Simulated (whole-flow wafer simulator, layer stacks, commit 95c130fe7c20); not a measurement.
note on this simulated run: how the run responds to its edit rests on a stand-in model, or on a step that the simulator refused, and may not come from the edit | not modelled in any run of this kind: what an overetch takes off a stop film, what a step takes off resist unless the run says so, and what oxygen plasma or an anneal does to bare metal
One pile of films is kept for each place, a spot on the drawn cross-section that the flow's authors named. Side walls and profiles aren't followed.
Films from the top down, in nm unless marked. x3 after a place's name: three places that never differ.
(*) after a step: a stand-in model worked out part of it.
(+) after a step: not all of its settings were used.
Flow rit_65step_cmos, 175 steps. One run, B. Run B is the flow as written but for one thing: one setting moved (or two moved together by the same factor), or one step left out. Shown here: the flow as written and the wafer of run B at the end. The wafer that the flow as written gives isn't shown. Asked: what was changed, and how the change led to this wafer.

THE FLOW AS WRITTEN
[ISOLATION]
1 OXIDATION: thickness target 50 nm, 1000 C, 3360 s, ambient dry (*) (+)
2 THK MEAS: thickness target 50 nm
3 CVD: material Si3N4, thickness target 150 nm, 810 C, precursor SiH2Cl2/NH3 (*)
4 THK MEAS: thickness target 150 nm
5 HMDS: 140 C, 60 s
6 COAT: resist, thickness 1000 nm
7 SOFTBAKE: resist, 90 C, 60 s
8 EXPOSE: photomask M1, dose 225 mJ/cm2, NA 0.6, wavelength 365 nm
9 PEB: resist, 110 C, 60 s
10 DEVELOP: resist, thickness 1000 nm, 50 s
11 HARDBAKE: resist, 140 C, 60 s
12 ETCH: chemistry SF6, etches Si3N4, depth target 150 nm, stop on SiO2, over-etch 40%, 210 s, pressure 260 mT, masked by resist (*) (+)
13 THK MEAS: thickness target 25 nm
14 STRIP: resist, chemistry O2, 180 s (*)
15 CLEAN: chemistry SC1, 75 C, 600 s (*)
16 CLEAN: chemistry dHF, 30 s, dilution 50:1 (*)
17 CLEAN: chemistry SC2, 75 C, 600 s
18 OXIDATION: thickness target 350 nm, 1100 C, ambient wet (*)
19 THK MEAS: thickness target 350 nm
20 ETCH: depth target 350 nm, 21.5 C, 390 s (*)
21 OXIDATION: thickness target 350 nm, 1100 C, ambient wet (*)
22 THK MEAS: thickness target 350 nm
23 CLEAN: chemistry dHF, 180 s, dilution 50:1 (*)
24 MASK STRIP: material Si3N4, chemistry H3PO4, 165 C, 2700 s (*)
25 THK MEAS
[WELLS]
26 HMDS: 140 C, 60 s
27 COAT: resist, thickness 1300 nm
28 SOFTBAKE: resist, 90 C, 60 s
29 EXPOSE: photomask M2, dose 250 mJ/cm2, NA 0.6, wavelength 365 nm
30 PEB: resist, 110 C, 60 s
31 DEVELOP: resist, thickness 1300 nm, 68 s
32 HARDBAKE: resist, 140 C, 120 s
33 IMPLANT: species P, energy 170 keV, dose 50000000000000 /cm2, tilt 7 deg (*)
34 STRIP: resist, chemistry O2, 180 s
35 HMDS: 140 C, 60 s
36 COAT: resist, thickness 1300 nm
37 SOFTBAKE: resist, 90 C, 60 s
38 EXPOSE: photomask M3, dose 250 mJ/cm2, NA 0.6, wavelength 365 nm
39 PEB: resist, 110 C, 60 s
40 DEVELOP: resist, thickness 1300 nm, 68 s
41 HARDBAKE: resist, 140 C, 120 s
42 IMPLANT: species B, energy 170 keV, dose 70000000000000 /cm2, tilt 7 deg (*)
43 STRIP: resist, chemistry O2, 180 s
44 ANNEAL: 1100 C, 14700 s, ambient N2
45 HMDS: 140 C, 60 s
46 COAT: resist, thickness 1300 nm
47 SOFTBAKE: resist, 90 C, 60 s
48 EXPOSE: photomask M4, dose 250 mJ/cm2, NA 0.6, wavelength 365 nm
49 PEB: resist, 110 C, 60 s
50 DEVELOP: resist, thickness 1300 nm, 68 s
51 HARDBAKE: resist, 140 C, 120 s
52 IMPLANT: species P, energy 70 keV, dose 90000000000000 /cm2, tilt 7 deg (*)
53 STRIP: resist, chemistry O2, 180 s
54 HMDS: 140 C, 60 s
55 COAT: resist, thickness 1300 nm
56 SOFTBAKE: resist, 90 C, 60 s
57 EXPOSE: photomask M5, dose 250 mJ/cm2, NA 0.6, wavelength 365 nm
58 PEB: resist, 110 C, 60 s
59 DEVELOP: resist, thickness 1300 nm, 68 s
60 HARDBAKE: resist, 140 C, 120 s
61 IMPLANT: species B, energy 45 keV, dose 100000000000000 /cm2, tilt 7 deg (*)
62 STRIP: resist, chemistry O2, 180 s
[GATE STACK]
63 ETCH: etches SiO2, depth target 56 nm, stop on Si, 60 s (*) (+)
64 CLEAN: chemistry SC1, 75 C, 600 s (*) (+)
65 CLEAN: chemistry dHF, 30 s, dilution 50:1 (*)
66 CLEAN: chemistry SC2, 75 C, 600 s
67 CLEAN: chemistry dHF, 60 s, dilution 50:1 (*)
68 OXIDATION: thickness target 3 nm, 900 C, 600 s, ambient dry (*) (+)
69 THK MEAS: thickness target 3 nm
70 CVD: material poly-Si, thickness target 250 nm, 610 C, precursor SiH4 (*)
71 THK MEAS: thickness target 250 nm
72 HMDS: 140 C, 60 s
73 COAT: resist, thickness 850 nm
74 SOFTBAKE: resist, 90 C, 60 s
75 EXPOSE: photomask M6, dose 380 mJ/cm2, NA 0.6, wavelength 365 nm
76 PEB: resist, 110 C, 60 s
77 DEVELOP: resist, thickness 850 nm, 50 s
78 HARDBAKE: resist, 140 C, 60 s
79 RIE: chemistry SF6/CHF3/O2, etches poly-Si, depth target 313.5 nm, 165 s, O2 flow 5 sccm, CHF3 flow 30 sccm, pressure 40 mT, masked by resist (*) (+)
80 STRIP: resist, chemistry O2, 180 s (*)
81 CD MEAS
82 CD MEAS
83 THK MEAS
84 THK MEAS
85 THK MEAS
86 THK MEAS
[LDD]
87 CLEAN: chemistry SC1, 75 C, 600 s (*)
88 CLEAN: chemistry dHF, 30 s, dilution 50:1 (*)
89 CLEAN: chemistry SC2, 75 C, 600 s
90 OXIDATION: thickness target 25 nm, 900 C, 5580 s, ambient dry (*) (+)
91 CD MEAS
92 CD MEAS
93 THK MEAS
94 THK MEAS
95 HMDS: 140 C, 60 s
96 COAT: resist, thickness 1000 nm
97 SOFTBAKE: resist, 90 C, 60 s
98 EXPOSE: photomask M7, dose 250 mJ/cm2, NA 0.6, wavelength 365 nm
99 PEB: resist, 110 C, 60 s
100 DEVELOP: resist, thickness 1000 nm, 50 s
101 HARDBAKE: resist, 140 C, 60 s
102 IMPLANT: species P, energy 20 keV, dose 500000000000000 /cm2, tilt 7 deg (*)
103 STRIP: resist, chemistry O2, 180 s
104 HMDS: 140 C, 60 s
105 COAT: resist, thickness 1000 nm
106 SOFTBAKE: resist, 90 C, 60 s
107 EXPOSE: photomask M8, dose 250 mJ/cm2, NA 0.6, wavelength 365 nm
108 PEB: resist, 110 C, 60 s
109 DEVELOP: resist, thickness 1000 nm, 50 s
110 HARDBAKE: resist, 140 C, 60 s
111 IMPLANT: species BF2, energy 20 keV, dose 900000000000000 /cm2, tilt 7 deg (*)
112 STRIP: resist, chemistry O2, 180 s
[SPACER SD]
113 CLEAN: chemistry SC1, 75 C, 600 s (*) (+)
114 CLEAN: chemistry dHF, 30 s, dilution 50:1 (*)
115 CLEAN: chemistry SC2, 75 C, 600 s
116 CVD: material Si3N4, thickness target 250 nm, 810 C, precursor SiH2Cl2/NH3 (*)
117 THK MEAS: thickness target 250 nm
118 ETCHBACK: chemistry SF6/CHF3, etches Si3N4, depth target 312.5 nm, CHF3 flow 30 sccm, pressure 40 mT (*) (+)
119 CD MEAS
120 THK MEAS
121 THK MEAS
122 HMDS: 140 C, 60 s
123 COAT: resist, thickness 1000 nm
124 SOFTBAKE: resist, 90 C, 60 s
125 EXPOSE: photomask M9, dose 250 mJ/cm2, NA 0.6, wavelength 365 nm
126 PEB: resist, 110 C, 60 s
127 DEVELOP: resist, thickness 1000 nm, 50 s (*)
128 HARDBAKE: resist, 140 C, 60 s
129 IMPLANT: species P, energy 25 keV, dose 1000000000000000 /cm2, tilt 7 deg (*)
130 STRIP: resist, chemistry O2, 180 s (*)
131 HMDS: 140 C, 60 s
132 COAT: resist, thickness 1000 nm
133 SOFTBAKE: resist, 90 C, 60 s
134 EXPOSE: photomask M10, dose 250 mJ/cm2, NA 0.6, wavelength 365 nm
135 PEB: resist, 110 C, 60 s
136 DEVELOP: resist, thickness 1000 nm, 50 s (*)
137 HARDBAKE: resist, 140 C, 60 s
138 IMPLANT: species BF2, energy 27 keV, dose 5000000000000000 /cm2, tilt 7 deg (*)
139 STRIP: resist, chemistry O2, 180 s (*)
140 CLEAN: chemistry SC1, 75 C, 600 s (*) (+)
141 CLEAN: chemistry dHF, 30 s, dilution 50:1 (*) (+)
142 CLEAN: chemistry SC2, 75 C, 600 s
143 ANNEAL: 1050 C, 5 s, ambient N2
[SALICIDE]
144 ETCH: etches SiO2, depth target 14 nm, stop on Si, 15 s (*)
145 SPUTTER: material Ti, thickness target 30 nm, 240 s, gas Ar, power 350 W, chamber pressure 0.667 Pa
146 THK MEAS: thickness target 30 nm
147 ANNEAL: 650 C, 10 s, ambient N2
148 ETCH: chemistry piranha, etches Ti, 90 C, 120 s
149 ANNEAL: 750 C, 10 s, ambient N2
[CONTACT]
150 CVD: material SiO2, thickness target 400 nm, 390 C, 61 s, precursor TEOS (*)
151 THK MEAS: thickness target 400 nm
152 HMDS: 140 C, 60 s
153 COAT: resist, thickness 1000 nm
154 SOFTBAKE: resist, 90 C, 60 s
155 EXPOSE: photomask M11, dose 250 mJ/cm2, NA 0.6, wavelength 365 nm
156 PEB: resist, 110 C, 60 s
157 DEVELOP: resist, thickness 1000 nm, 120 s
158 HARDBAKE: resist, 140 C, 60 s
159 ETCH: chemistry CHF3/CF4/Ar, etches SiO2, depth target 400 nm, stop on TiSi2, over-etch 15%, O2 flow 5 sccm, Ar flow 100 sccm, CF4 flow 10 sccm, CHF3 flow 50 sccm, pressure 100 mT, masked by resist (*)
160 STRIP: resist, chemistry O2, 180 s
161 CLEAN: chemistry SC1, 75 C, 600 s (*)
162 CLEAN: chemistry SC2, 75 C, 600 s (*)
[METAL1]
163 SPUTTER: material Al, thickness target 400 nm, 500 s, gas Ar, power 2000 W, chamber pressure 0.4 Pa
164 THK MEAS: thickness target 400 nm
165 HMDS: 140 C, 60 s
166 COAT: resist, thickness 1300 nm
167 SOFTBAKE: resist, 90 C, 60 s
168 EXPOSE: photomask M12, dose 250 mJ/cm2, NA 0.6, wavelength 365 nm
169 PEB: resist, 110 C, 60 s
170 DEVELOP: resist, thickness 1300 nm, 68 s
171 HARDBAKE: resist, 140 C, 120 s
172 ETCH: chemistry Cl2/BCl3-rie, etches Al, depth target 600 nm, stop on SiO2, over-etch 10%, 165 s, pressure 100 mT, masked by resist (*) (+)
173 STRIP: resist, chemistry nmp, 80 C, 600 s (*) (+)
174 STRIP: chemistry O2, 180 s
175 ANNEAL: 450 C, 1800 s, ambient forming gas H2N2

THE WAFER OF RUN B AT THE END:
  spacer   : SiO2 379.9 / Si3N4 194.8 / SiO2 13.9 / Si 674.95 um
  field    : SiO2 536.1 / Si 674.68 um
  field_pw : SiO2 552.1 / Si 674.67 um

The cause: step 163, SPUTTER: power 2660 W was run, where the flow has power 2000 W.

How the change led to this, step by step:
  163 SPUTTER: material Al, thickness target 400 nm, 500 s, gas Ar, power 2000 W, chamber pressure 0.4 Pa
      field, field_pw, field_p, spacer, spacer_p: Al +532 (new film) (as written it would be: Al +400 (new film))
      gate_n, gate_p: Al +511.8 (new film) (as written it would be: Al +396 (new film))
      (and at 1 more place)
  172 ETCH: chemistry Cl2/BCl3-rie, etches Al, depth target 600 nm, stop on SiO2, over-etch 10%, 165 s, pressure 100 mT, masked by resist (*) (+)
      field, field_pw, field_p, spacer, spacer_p: Al -532 (all of it), SiO2 -16 (as written it would be: Al -400 (all of it), SiO2 -32.5)
      gate_n, gate_p: Al -511.8 (all of it), SiO2 -18.5 (as written it would be: Al -396 (all of it), SiO2 -33)
      (and at 1 more place)
